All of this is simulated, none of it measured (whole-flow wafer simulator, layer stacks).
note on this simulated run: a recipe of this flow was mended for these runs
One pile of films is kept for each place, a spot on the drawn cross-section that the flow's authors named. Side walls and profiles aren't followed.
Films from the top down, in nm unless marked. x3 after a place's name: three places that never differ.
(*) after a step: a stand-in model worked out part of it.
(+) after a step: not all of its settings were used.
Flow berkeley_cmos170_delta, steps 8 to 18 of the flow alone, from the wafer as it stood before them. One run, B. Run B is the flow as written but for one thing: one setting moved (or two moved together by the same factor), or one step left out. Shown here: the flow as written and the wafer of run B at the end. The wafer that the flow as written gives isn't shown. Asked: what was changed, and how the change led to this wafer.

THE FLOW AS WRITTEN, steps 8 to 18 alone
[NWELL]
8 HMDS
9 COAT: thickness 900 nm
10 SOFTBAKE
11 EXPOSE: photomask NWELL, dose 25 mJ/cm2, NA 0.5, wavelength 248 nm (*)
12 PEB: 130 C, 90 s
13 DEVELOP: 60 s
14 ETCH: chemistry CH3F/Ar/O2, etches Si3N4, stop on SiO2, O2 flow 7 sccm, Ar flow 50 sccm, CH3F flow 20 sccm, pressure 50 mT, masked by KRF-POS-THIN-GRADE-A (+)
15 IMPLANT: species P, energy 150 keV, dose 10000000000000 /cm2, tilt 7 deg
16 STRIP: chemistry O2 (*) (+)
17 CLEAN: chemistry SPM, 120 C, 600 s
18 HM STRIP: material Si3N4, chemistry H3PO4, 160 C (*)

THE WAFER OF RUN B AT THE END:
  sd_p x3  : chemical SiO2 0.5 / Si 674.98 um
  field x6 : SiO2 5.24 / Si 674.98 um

The cause: step 18, HM STRIP: 171 C was run, where the flow has 160 C.

How the change led to this, step by step:
  18 HM STRIP: material Si3N4, chemistry H3PO4, 160 C (*)
      sd_p x3: chemical SiO2 +0.5 (new film), SiO2 -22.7 (all of it), Si -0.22 (as written it would be: SiO2 -14.8)
      field x6: Si3N4 -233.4 (all of it), SiO2 -21.3 (as written it would be: Si3N4 -233.4 (all of it), SiO2 -7.29)
